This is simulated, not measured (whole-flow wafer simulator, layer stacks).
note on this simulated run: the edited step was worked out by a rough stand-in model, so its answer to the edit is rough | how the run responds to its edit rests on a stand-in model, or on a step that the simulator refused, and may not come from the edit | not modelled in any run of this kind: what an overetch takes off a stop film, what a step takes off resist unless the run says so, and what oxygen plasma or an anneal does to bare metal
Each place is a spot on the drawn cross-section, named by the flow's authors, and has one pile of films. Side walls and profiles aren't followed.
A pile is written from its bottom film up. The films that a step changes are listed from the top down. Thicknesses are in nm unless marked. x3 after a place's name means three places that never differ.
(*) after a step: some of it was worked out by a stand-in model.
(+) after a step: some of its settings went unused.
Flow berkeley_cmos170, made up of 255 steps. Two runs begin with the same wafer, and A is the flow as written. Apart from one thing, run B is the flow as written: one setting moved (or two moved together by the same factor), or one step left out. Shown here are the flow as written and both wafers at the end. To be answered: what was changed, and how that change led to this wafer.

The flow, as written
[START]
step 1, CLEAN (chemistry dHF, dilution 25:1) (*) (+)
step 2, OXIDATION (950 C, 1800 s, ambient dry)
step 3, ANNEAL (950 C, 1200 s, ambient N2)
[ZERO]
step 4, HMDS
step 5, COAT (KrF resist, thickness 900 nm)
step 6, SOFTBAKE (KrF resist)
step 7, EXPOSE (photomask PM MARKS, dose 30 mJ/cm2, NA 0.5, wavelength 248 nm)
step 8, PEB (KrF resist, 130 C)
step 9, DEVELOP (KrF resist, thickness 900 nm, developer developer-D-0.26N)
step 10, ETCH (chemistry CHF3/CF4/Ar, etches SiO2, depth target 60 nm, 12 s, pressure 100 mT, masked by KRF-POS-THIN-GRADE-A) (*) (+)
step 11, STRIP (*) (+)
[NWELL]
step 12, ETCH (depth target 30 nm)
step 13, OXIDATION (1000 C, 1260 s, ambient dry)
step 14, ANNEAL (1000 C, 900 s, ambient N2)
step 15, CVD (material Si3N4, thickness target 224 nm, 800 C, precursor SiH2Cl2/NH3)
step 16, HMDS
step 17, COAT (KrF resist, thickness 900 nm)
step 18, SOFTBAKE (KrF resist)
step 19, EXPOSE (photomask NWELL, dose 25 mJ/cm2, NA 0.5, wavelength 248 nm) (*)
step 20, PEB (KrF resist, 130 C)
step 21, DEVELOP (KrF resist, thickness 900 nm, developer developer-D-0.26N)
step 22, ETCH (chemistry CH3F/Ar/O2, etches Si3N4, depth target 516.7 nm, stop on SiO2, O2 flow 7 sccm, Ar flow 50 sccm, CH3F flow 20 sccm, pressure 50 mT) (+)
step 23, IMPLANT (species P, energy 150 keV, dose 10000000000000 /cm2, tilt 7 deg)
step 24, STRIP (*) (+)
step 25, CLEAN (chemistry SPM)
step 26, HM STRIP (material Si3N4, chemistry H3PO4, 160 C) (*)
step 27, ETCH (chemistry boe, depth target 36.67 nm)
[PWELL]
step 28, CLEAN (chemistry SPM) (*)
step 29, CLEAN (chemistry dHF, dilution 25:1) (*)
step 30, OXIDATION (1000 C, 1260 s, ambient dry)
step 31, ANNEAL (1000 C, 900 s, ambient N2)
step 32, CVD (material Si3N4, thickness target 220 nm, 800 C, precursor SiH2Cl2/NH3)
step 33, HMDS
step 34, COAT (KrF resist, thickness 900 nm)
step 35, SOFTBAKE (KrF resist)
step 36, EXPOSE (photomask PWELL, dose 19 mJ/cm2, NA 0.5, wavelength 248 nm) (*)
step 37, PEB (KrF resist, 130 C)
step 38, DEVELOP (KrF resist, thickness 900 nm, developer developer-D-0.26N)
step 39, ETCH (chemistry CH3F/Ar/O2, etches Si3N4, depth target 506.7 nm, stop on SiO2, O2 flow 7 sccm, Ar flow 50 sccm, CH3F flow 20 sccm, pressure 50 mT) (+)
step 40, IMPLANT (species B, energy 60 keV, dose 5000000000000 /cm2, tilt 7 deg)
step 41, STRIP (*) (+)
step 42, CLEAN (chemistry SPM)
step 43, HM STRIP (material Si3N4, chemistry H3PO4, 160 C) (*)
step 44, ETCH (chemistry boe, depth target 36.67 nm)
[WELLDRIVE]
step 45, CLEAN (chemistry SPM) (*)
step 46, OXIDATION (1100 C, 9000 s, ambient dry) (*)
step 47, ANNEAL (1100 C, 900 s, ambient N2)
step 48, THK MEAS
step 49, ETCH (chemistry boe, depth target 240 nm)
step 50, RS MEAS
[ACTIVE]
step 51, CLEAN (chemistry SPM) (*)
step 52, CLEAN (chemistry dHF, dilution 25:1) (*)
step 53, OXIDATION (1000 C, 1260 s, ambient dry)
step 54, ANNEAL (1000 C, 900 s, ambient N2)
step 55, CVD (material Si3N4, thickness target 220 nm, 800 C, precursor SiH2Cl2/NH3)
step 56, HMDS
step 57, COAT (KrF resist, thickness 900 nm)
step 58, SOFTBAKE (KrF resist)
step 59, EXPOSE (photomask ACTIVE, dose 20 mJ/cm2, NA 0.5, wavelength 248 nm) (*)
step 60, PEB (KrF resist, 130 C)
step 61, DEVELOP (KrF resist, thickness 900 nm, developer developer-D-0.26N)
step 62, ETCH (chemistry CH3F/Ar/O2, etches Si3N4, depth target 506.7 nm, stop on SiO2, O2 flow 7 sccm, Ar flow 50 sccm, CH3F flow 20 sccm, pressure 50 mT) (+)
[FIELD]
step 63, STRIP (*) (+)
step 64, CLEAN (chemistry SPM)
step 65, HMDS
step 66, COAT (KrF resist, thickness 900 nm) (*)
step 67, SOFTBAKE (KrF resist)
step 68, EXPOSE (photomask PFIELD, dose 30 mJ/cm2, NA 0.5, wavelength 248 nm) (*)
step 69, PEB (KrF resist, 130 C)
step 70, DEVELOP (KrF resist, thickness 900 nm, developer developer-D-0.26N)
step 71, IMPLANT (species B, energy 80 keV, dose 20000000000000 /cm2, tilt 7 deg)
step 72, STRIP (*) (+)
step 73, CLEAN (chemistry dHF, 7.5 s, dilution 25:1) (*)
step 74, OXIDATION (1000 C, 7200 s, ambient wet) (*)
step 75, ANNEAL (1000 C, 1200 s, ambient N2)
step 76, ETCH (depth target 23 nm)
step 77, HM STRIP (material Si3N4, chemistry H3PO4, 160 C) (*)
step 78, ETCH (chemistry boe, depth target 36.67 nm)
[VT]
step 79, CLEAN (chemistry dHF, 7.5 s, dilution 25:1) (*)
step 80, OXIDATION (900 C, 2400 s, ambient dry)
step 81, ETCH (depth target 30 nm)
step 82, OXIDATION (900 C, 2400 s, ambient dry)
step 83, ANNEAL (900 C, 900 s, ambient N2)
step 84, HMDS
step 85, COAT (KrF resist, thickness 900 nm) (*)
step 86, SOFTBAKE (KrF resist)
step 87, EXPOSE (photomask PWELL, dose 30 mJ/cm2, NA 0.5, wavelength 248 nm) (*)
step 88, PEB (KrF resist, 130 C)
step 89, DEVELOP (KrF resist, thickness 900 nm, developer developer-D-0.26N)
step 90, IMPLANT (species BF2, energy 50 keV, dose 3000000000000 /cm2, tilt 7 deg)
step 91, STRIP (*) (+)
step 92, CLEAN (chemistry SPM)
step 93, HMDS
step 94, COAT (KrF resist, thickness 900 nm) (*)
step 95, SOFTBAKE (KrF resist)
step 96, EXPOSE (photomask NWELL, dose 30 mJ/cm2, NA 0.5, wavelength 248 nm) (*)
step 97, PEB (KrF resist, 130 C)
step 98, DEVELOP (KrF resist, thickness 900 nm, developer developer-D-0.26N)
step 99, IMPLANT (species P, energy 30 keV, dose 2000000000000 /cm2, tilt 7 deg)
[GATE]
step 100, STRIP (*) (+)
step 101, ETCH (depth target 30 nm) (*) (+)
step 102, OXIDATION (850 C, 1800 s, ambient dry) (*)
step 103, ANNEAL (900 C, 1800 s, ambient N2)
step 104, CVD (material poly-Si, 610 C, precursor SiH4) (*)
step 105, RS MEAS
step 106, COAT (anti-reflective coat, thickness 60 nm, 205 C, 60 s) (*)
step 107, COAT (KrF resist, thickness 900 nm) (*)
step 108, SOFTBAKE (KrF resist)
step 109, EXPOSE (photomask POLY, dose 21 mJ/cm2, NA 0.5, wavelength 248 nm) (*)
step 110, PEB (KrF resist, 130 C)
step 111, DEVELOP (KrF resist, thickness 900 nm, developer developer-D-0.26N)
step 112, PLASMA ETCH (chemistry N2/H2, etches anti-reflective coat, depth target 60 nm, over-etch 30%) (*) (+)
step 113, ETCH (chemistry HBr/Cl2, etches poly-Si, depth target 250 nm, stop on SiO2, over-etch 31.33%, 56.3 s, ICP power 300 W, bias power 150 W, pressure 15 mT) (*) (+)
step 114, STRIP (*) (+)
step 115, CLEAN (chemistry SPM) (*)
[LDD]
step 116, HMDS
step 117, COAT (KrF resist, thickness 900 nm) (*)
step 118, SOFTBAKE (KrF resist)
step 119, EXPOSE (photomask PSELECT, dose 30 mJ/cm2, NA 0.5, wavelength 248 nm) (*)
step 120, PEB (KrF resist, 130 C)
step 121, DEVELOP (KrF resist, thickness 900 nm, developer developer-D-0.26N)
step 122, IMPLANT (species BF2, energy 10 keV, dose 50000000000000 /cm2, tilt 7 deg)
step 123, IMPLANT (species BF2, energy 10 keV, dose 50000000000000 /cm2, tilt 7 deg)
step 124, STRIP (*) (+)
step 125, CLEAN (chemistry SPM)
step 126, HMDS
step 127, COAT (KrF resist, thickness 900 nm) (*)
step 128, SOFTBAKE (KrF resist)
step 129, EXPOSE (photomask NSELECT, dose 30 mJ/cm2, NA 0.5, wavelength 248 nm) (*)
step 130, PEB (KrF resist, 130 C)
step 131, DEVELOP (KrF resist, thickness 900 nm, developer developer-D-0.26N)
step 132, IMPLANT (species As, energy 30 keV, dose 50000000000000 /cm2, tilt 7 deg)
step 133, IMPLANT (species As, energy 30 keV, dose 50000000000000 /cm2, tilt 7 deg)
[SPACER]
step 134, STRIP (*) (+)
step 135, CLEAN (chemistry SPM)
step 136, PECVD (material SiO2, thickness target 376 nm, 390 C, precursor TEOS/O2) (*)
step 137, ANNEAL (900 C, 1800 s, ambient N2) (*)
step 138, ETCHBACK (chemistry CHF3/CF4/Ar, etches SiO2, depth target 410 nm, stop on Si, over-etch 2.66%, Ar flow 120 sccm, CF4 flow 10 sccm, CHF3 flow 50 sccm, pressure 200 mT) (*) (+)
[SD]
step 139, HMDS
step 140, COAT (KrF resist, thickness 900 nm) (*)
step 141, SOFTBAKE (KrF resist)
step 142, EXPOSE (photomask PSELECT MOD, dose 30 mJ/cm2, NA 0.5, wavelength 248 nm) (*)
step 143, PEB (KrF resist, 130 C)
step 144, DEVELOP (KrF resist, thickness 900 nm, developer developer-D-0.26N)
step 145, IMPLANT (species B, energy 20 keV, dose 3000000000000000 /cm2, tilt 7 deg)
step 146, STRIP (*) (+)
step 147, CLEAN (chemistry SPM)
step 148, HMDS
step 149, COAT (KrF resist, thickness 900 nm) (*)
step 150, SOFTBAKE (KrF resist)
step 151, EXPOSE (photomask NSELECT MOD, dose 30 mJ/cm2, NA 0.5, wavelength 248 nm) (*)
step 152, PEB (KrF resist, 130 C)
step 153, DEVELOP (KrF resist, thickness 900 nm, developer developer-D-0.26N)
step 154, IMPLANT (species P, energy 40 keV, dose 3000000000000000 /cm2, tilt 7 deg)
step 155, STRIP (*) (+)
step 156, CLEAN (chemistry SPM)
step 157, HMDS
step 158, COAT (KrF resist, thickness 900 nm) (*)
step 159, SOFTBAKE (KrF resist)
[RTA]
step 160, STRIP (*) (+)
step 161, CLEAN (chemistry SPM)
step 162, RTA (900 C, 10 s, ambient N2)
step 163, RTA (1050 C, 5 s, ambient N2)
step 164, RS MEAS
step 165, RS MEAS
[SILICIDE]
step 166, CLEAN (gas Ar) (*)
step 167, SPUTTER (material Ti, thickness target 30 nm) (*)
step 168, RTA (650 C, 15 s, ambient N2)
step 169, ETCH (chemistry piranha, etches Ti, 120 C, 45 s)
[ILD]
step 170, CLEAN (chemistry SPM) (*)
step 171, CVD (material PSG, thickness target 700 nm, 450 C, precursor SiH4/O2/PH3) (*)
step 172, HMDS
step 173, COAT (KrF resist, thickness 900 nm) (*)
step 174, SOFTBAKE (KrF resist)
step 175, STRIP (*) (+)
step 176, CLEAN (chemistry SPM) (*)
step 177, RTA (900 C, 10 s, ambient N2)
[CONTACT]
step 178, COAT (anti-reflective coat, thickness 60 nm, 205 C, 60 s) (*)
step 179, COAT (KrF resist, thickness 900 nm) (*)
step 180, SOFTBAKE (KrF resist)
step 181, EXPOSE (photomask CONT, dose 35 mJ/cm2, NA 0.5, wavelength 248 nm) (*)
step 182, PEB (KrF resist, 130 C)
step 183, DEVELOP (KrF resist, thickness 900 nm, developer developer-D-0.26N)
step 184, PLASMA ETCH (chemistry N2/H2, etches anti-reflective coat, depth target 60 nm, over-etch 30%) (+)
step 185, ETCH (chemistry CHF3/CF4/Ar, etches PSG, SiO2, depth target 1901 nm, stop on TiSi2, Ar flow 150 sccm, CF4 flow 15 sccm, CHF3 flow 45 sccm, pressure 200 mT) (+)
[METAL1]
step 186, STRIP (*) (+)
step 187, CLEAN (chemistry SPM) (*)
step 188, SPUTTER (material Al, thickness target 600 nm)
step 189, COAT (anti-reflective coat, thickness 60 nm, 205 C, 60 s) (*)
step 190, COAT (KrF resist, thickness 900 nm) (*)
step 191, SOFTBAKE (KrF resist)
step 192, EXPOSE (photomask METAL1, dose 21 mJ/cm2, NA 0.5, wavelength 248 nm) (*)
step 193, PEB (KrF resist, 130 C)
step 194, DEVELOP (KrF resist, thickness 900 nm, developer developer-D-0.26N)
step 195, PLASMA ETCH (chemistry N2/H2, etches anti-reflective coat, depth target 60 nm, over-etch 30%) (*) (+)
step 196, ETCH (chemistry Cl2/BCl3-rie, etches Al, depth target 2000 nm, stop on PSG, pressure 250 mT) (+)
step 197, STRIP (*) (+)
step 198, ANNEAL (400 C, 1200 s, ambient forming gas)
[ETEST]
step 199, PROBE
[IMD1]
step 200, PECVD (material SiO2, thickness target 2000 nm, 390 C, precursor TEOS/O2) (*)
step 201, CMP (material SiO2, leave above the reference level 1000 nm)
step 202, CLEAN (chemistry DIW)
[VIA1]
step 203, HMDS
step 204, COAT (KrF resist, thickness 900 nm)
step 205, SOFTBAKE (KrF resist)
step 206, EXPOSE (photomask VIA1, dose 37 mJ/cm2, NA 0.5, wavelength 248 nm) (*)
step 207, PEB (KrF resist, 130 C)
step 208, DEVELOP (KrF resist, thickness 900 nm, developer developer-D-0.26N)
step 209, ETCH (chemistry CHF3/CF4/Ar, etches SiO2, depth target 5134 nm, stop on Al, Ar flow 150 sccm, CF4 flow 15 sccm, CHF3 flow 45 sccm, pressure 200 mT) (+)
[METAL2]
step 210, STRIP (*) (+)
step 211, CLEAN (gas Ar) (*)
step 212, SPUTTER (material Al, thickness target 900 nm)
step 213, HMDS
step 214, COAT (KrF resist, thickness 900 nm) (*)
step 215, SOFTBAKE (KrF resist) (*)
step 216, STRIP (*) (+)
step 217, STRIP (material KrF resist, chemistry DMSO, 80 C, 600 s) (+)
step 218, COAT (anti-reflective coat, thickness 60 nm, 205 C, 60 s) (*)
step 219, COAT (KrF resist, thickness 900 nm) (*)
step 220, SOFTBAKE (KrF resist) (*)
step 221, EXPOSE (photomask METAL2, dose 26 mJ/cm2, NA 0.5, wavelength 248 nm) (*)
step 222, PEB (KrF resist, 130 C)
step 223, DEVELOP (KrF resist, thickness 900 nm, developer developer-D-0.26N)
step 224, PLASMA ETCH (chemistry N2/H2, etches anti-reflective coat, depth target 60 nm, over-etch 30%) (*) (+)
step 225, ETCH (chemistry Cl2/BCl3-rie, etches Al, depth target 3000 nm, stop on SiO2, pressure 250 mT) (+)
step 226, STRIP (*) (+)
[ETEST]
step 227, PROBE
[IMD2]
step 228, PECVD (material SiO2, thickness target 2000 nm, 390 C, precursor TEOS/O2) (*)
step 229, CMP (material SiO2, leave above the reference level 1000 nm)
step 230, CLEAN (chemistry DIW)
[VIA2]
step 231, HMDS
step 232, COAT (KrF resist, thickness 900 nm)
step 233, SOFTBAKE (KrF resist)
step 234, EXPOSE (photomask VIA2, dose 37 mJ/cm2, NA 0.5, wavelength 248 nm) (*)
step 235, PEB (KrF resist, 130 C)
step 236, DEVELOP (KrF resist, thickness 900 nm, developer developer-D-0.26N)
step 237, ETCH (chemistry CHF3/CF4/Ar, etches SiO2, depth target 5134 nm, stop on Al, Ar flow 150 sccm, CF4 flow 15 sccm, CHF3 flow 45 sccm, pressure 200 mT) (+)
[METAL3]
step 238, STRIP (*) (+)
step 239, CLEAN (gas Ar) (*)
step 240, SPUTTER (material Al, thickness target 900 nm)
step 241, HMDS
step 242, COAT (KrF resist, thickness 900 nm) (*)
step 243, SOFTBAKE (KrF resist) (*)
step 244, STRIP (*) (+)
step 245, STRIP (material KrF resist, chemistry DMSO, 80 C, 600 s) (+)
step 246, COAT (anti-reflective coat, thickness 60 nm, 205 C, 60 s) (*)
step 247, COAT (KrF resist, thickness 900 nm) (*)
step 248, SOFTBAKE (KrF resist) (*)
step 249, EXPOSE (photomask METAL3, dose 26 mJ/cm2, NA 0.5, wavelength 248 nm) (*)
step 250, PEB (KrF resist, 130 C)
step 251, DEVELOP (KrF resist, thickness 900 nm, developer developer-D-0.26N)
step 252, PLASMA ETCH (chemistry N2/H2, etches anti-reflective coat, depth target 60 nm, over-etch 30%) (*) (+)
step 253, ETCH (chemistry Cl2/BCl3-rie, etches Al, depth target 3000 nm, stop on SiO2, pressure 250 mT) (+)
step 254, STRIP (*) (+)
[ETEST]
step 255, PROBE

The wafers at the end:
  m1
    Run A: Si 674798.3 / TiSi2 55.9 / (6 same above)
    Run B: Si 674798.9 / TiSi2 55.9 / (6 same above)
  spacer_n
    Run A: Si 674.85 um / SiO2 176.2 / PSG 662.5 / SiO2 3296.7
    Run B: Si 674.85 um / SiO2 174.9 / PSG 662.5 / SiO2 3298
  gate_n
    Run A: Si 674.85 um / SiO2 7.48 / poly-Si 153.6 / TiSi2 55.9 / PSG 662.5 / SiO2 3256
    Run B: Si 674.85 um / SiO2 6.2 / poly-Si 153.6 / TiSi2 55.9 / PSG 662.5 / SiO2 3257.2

The reason: step 102, OXIDATION: 1298 s was run, though the flow has 1800 s.

Step by step, how the change led to this:
  step 102, OXIDATION (850 C, 1800 s, ambient dry) (*)
      sd_n, spacer_n, gate_n and 8 more: A +7.48 SiO2 (new film), -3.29 Si | B +6.2 SiO2 (new film), -2.73 Si
